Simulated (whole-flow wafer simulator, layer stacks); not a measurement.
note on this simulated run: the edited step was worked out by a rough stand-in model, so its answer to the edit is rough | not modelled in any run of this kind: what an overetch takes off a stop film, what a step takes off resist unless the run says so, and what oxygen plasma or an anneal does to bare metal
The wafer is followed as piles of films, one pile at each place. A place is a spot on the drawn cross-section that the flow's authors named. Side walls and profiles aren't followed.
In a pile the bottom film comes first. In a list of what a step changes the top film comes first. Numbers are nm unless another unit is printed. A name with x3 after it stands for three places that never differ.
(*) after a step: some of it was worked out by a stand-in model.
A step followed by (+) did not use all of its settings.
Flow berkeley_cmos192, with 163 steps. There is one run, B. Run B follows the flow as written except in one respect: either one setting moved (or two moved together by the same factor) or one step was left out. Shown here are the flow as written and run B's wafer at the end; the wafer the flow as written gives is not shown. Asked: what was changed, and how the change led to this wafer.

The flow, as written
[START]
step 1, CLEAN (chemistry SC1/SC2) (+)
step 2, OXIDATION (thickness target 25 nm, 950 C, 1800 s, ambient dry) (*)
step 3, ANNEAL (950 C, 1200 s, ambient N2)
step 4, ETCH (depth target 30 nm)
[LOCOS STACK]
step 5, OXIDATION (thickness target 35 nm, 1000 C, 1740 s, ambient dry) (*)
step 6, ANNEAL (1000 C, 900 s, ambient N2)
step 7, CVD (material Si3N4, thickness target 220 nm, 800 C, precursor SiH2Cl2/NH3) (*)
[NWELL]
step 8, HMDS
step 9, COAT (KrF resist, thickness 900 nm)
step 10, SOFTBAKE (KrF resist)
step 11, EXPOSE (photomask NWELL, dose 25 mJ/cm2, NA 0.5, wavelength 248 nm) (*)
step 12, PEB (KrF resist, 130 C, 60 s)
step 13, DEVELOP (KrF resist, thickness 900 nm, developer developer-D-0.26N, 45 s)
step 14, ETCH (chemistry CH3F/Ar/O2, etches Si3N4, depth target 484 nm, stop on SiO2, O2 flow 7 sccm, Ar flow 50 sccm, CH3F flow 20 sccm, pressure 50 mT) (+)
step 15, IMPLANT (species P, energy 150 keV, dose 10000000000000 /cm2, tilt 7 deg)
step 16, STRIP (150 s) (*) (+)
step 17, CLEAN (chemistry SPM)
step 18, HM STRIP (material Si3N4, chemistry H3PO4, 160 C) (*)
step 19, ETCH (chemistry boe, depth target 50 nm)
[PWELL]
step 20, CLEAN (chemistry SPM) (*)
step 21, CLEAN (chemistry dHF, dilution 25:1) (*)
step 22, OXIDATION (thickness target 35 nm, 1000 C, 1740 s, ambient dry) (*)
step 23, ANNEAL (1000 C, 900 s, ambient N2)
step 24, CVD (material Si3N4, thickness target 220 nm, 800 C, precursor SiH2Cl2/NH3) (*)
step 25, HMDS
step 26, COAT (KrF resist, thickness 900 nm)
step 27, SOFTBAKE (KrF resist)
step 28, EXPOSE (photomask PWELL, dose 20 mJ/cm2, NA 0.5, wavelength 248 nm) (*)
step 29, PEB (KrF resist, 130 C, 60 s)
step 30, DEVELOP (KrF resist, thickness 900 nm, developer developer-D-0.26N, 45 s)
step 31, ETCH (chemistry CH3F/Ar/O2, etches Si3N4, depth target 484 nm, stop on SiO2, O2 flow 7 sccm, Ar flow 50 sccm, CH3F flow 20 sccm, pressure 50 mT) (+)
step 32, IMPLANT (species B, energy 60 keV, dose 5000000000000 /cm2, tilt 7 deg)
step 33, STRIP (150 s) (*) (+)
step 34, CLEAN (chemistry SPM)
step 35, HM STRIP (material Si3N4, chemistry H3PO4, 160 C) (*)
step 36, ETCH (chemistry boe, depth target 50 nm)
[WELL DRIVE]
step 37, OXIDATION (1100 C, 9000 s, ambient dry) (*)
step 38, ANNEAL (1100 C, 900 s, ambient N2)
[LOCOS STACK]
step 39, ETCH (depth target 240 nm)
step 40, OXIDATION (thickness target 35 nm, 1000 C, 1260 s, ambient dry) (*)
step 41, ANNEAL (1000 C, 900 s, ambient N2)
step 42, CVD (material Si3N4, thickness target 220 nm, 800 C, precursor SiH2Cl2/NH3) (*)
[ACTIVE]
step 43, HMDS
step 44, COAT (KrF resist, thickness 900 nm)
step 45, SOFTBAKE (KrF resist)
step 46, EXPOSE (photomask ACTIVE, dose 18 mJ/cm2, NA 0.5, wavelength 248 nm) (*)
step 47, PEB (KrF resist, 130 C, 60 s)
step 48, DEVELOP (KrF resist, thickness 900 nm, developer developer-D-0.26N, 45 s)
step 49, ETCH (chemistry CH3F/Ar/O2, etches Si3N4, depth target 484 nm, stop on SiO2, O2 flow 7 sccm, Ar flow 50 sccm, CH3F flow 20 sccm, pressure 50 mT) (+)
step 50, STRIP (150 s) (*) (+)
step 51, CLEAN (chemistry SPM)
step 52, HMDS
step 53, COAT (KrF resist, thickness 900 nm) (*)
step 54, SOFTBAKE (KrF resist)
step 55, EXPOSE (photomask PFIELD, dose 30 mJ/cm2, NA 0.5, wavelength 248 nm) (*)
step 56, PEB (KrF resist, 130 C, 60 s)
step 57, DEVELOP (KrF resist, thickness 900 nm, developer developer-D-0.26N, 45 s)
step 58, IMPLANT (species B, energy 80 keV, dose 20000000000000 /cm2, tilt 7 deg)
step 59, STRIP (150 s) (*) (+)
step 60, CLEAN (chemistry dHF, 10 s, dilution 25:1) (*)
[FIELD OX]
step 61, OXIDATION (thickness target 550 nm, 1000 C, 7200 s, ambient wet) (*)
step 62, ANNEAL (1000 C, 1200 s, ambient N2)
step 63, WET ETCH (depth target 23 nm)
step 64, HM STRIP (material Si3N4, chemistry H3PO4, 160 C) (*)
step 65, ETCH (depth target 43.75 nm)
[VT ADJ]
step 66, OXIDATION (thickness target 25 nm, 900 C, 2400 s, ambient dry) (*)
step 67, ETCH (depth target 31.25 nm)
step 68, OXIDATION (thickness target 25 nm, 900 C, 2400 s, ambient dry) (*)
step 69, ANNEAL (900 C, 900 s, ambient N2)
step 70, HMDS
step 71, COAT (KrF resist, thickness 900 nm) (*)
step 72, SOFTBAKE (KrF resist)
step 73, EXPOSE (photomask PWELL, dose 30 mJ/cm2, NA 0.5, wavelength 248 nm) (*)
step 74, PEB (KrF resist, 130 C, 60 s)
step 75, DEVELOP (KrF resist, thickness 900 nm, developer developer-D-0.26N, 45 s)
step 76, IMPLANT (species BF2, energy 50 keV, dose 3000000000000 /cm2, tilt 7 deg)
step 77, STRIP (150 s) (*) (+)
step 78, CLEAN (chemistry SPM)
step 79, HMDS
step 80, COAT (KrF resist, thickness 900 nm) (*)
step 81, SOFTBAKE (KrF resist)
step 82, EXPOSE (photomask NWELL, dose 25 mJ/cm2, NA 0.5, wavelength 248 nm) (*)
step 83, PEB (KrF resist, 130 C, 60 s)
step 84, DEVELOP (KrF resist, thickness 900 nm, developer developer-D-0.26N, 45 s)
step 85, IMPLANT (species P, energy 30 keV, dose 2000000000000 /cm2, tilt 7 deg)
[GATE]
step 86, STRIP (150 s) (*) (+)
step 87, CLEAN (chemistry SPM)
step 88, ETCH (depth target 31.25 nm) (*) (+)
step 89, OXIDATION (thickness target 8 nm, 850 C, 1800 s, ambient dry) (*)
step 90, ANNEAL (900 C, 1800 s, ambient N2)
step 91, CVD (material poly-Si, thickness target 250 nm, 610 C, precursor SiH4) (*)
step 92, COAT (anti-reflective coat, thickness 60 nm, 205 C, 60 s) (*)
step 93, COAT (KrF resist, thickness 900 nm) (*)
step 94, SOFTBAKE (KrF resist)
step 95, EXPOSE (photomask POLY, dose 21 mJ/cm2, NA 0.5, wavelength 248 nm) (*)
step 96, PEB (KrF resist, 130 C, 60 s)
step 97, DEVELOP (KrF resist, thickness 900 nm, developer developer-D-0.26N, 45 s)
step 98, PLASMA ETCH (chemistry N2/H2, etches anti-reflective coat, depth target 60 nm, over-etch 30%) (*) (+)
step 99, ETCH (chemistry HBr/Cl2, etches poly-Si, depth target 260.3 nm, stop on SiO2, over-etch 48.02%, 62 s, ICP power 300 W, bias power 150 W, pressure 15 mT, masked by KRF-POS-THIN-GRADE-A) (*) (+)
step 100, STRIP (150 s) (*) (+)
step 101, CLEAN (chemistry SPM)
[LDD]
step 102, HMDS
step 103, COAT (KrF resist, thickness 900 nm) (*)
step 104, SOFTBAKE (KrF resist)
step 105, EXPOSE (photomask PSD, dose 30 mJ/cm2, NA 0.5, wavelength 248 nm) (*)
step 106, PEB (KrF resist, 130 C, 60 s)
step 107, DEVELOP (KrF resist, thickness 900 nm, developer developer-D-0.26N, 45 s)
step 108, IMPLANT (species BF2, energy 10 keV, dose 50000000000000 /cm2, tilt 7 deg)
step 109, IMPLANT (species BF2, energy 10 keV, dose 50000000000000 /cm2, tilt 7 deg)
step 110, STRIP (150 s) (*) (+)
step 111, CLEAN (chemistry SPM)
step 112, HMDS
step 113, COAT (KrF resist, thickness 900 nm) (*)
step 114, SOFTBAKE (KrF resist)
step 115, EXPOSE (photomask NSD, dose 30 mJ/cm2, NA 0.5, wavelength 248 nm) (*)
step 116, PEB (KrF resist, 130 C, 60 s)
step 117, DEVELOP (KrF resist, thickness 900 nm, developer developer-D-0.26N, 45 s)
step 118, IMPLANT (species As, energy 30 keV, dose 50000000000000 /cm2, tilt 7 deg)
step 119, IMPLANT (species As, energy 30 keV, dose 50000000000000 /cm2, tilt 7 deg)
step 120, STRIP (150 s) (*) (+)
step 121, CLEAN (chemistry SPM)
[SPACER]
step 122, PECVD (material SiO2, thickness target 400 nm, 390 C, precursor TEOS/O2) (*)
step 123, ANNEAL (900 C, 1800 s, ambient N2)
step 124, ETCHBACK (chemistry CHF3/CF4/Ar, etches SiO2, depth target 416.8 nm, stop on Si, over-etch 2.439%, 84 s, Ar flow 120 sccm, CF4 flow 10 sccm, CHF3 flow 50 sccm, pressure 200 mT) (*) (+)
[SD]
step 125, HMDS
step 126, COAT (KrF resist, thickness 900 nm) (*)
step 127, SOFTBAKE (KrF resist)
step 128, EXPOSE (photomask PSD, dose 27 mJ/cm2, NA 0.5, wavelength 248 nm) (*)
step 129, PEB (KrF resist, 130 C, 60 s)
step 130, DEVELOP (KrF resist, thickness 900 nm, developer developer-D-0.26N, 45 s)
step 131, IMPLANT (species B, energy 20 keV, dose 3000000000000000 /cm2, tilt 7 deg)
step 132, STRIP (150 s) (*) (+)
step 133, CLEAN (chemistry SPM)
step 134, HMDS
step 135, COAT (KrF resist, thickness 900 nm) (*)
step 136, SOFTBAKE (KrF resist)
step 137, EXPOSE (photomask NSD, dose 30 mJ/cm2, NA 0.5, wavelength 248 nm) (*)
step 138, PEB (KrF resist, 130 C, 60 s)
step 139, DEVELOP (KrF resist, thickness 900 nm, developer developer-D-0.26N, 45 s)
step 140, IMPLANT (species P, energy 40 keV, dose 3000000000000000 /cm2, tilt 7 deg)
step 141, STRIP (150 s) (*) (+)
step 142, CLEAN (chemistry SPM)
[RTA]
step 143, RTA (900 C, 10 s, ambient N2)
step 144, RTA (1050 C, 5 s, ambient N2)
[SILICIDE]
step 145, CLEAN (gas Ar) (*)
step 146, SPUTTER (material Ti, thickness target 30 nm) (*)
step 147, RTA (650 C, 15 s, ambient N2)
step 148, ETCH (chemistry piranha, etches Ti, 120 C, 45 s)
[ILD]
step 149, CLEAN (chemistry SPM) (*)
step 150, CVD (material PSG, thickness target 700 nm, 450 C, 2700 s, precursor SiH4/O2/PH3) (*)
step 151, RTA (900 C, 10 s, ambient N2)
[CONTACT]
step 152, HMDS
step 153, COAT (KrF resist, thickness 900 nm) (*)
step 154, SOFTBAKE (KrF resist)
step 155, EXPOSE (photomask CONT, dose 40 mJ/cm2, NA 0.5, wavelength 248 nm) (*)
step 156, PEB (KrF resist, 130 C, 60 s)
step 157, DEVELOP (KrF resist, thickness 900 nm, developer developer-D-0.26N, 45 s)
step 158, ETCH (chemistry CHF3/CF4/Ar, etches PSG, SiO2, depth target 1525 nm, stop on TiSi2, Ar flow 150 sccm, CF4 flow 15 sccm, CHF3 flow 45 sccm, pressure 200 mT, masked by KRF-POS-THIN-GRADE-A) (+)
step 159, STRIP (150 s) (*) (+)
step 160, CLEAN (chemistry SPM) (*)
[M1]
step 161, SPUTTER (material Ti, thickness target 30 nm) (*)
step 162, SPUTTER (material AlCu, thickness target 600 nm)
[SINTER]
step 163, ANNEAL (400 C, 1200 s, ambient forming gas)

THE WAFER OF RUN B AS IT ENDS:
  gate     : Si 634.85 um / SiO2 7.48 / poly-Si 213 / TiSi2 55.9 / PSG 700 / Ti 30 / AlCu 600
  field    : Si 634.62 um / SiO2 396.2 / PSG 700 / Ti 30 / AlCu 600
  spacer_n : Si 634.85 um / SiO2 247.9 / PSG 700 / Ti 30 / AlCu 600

Cause: step 91, CVD: thickness target 272 nm was run, while the flow as written has thickness target 250 nm.

Step by step, how the change led to this:
  step 91, CVD (material poly-Si, thickness target 250 nm, 610 C, precursor SiH4) (*)
      field, sd_n, spacer_n and 6 more: poly-Si gains 272 (new film) (in the flow as written it would be: poly-Si gains 250 (new film))
  step 99, ETCH (chemistry HBr/Cl2, etches poly-Si, depth target 260.3 nm, stop on SiO2, over-etch 48.02%, 62 s, ICP power 300 W, bias power 150 W, pressure 15 mT, masked by KRF-POS-THIN-GRADE-A) (*) (+)
      spacer_n, spacer_p: poly-Si loses 267.7 (all of it), SiO2 loses 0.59 (in the flow as written it would be: poly-Si loses 245.8 (all of it), SiO2 loses 1.74)
      field: poly-Si loses 267.8 (all of it), SiO2 loses 0.59 (in the flow as written it would be: poly-Si loses 245.8 (all of it), SiO2 loses 1.74)
      (as well as at 4 more places)
  step 103, COAT (KrF resist, thickness 900 nm) (*)
      gate: KrF resist gains 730 (new film) (in the flow as written it would be: KrF resist gains 748 (new film))
      gate_p: KrF resist gains 726 (new film) (in the flow as written it would be: KrF resist gains 744.1 (new film))
  step 107, DEVELOP (KrF resist, thickness 900 nm, developer developer-D-0.26N, 45 s)
      gate_p: KrF resist loses 724.9 (all of it) (in the flow as written it would be: KrF resist loses 742.9 (all of it))
  step 110, STRIP (150 s) (*) (+)
      gate: KrF resist loses 714.6 (all of it), chemical SiO2 gains 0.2, poly-Si loses 0.09 (in the flow as written it would be: KrF resist loses 732.7 (all of it), chemical SiO2 gains 0.2, poly-Si loses 0.09)
  step 113, COAT (KrF resist, thickness 900 nm) (*)
      gate: KrF resist gains 729.9 (new film) (in the flow as written it would be: KrF resist gains 747.9 (new film))
      gate_p: KrF resist gains 725.9 (new film) (in the flow as written it would be: KrF resist gains 743.9 (new film))
  step 117, DEVELOP (KrF resist, thickness 900 nm, developer developer-D-0.26N, 45 s)
      gate: KrF resist loses 728.8 (all of it) (in the flow as written it would be: KrF resist loses 746.8 (all of it))
  step 120, STRIP (150 s) (*) (+)
      gate_p: KrF resist loses 710.6 (all of it), chemical SiO2 gains 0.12, poly-Si loses 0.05 (in the flow as written it would be: KrF resist loses 728.6 (all of it), chemical SiO2 gains 0.12, poly-Si loses 0.05)
  step 124, ETCHBACK (chemistry CHF3/CF4/Ar, etches SiO2, depth target 416.8 nm, stop on Si, over-etch 2.439%, 84 s, Ar flow 120 sccm, CF4 flow 10 sccm, CHF3 flow 50 sccm, pressure 200 mT) (*) (+)
      spacer_n: SiO2 loses 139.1 (in the flow as written it would be: SiO2 loses 160)
      spacer_p: SiO2 loses 139.1 (in the flow as written it would be: SiO2 loses 159.9)
  step 126, COAT (KrF resist, thickness 900 nm) (*)
      spacer_n: KrF resist gains 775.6 (new film) (in the flow as written it would be: KrF resist gains 791.6 (new film))
      gate: KrF resist gains 755.9 (new film) (in the flow as written it would be: KrF resist gains 771.5 (new film))
      (as well as at 2 more places)
  step 130, DEVELOP (KrF resist, thickness 900 nm, developer developer-D-0.26N, 45 s)
      spacer_p: KrF resist loses 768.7 (all of it) (in the flow as written it would be: KrF resist loses 784.6 (all of it))
      gate_p: KrF resist loses 748.8 (all of it) (in the flow as written it would be: KrF resist loses 764.3 (all of it))
  step 132, STRIP (150 s) (*) (+)
      spacer_n: KrF resist loses 760.2 (all of it) (in the flow as written it would be: KrF resist loses 776.1 (all of it))
      gate: chemical SiO2 gains 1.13 (new film), KrF resist loses 740.5 (all of it), poly-Si loses 0.5 (in the flow as written it would be: chemical SiO2 gains 1.13 (new film), KrF resist loses 756.1 (all of it), poly-Si loses 0.5)
